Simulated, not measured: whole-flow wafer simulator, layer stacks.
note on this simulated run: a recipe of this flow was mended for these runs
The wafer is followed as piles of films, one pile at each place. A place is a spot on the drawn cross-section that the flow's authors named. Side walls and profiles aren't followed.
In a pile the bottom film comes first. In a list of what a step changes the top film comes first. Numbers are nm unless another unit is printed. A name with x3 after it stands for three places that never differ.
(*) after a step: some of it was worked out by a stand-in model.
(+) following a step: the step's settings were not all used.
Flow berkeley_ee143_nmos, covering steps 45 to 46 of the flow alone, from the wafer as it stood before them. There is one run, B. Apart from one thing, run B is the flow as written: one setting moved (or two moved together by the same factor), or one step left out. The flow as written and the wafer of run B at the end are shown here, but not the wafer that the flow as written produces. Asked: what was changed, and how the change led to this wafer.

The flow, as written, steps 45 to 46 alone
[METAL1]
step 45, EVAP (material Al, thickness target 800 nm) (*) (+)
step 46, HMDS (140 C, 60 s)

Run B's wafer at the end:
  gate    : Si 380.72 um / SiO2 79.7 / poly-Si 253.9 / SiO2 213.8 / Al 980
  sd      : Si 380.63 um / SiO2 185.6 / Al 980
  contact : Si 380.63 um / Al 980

The reason: step 45, EVAP: thickness target 980 nm was run, while the flow as written has thickness target 800 nm.
One can read it off the wafer: gate has Al 980, and step 45 as written asks for 800 nm.

The path from the change to this, step by step:
  step 45, EVAP (material Al, thickness target 800 nm) (*) (+)
      gate, sd, contact, field: Al gains 980 (new film) (as written it would have been: Al gains 800 (new film))
